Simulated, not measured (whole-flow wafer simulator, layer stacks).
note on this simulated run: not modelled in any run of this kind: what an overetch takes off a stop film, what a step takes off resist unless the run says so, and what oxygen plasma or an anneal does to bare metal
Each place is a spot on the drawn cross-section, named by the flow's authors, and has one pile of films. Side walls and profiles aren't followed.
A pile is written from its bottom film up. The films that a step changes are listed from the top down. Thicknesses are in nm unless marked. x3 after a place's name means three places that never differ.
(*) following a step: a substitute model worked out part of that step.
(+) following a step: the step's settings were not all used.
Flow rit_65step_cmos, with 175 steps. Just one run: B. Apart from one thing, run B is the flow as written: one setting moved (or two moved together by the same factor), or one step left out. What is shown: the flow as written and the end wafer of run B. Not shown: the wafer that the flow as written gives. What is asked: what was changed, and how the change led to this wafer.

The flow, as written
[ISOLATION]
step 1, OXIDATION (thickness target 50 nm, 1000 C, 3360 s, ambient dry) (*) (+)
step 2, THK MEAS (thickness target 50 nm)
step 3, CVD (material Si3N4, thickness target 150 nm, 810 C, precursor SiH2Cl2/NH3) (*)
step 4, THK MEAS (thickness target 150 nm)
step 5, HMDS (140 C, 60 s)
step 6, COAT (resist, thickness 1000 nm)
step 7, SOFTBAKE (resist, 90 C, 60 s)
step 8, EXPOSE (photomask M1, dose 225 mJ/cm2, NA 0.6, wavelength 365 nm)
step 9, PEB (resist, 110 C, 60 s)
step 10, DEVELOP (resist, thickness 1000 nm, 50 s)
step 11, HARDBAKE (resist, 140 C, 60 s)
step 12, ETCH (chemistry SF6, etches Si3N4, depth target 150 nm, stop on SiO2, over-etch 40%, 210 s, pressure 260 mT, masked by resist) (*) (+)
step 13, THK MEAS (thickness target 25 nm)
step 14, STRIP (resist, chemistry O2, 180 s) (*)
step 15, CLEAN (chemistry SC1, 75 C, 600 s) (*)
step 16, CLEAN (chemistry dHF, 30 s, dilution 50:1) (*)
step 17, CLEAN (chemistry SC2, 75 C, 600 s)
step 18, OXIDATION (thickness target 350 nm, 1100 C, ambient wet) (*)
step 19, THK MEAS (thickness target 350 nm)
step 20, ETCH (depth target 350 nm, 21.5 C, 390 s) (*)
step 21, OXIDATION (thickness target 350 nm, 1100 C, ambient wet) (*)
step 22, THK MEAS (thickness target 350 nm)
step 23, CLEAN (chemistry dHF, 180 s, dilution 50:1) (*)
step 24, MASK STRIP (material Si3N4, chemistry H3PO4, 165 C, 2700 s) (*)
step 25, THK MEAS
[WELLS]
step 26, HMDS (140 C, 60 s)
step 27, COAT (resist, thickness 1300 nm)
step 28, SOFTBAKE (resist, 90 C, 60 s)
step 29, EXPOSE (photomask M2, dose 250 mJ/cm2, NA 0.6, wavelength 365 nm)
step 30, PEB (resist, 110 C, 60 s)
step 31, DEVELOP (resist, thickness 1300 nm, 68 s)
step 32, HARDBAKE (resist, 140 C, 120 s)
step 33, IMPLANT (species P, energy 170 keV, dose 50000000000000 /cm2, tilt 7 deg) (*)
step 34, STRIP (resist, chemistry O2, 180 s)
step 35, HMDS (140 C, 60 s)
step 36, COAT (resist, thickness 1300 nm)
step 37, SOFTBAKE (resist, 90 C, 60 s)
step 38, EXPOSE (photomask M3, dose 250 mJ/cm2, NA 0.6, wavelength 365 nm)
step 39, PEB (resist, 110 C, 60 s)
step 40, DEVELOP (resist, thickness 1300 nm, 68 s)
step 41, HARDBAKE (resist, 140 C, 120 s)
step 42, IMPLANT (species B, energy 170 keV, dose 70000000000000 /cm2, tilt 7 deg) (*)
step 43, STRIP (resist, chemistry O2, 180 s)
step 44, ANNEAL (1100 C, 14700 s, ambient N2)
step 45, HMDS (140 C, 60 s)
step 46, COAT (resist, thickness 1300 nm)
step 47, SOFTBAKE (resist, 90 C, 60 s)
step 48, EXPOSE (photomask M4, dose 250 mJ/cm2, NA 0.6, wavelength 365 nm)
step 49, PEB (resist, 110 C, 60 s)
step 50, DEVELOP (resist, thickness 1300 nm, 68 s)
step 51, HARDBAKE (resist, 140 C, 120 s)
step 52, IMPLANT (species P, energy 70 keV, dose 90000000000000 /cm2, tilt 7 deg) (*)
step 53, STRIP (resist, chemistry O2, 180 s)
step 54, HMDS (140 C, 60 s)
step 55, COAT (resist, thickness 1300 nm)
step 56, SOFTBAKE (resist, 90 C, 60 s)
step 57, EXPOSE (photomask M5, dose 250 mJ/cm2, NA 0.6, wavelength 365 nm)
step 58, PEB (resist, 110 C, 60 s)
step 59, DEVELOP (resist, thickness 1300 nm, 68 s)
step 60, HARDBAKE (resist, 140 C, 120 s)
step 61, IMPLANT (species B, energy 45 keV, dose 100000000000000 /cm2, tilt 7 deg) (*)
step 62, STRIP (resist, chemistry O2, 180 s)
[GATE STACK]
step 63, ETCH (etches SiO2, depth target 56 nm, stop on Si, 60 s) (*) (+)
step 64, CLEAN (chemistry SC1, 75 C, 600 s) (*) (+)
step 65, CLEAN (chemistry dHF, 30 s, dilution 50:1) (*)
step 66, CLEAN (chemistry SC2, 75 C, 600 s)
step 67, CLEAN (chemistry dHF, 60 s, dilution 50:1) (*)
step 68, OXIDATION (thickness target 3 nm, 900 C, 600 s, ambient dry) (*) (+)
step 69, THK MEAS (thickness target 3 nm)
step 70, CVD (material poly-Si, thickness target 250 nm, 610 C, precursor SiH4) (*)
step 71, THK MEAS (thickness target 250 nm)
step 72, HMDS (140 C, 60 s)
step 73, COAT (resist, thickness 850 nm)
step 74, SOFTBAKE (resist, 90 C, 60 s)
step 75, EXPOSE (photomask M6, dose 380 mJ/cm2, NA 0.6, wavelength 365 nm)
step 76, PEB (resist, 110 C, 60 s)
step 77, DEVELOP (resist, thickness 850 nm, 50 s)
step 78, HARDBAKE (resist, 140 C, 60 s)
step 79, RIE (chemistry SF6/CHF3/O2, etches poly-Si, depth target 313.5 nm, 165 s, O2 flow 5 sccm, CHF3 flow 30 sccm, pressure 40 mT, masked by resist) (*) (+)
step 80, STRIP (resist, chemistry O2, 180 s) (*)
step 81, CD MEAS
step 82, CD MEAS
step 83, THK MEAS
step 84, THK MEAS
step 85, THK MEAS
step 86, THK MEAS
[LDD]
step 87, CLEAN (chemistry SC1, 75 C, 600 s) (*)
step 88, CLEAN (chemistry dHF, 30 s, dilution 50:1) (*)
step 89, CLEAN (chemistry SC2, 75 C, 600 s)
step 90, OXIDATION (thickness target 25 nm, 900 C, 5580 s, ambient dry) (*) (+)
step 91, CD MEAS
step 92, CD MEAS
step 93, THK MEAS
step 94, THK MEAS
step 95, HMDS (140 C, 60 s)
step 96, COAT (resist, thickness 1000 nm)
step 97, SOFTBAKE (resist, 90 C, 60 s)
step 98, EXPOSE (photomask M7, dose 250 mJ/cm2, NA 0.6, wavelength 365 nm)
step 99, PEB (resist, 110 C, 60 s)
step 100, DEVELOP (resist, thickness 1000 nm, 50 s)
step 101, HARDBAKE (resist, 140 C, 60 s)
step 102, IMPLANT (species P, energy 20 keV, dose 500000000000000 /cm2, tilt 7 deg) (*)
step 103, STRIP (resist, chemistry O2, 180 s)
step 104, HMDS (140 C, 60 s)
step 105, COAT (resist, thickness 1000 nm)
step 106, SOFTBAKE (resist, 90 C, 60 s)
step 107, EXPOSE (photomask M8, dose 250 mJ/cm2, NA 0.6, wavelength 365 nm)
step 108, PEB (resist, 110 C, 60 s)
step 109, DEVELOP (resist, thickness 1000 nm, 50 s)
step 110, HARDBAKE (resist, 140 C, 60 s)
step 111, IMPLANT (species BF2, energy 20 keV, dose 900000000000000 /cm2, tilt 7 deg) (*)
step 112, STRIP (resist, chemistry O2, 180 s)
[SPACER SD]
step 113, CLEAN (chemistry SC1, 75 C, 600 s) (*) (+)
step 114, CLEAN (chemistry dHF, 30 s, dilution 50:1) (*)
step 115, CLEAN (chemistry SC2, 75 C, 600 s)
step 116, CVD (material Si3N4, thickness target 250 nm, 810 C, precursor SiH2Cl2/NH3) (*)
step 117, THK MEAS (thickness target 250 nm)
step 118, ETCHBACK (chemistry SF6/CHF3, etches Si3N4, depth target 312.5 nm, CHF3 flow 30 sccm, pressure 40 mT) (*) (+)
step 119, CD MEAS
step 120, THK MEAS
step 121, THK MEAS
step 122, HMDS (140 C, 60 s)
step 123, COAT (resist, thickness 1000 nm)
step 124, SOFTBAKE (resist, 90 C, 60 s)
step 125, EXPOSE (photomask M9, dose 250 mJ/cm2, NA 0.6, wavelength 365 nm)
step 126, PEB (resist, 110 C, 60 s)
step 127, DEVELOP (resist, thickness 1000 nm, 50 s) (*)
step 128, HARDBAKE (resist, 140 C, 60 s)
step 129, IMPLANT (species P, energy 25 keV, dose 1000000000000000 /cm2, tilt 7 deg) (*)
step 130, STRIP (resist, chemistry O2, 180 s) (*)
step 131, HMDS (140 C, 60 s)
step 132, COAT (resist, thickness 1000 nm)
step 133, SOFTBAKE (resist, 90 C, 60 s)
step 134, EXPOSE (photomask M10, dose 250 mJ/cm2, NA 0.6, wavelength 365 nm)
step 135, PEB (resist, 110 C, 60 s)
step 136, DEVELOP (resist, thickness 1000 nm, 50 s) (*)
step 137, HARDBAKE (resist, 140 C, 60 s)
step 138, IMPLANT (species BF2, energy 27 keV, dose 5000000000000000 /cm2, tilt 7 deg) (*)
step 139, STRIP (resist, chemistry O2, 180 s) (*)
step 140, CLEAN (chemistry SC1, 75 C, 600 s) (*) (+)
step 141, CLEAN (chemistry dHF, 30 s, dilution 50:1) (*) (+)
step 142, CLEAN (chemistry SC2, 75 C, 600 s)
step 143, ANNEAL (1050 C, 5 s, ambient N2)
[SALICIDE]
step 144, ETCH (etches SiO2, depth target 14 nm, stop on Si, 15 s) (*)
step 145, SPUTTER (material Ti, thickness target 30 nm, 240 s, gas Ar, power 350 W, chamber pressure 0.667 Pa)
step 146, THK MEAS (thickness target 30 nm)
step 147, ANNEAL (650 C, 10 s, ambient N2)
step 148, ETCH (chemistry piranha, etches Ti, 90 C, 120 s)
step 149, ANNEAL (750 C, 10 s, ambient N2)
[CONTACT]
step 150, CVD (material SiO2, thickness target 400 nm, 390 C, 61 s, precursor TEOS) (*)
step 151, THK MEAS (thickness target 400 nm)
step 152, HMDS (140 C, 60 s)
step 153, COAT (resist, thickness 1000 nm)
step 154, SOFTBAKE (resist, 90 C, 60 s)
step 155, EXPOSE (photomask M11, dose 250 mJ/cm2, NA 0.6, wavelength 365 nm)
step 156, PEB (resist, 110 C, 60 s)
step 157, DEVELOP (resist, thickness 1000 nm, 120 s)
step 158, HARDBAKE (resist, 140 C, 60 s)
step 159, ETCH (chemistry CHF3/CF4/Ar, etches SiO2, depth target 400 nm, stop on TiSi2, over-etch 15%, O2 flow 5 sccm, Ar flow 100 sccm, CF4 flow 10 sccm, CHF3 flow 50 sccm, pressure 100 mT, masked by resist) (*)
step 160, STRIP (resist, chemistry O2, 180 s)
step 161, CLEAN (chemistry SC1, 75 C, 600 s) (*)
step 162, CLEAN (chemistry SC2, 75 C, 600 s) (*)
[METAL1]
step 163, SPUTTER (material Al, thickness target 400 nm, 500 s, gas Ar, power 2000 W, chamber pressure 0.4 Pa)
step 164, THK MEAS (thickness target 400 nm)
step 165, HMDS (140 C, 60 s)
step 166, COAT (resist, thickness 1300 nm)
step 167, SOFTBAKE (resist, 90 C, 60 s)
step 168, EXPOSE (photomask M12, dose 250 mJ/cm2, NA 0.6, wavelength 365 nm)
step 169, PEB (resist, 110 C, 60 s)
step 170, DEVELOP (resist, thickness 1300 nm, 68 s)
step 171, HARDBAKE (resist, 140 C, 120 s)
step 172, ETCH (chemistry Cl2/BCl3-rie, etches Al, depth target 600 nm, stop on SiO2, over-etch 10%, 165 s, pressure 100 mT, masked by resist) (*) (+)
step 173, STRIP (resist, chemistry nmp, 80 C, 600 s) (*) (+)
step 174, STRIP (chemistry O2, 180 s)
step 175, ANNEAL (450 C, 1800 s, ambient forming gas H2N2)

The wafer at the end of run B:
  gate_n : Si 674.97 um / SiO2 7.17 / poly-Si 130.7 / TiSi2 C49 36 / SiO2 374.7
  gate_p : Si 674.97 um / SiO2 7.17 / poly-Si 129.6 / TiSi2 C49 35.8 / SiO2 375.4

The reason: step 145, SPUTTER: thickness target 20 nm was run, while the flow as written has thickness target 30 nm.

How this came from the change, step by step:
  step 145, SPUTTER (material Ti, thickness target 30 nm, 240 s, gas Ar, power 350 W, chamber pressure 0.667 Pa)
      field, field_pw, field_nw, field_p, spacer, spacer_p: Ti gains 20 (new film) (in the flow as written it would be: Ti gains 30 (new film))
      gate_n: Ti gains 18.2 (new film) (in the flow as written it would be: Ti gains 27.3 (new film))
      (also at 1 further place)
  step 147, ANNEAL (650 C, 10 s, ambient N2)
      gate_n: Ti loses 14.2, TiSi2 C49 gains 36.1 (new film), poly-Si loses 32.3 (in the flow as written it would be: Ti loses 21.3, TiSi first gains 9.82 (new film), TiSi2 C49 gains 39.5 (new film), poly-Si loses 41.9)
      gate_p: Ti loses 14.1, TiSi2 C49 gains 36 (new film), poly-Si loses 32.2 (in the flow as written it would be: Ti loses 21.2, TiSi first gains 9.56 (new film), TiSi2 C49 gains 39.6 (new film), poly-Si loses 41.9)
  step 148, ETCH (chemistry piranha, etches Ti, 90 C, 120 s)
      gate_n: Ti loses 4 (all of it), TiSi2 C49 loses 0.11 (in the flow as written it would be: Ti loses 6 (all of it), TiSi first loses 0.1)
      gate_p: Ti loses 3.99 (all of it), TiSi2 C49 loses 0.11 (in the flow as written it would be: Ti loses 5.97 (all of it), TiSi first loses 0.1)
      (also at 6 further places)
  step 149, ANNEAL (750 C, 10 s, ambient N2)
      gate_n: nothing (in the flow as written it would be: TiSi2 gains 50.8 (new film), TiSi first loses 9.72 (all of it), TiSi2 C49 loses 39.5 (all of it), poly-Si loses 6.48)
      gate_p: nothing (in the flow as written it would be: TiSi2 gains 50.6 (new film), TiSi first loses 9.46 (all of it), TiSi2 C49 loses 39.6 (all of it), poly-Si loses 6.31)
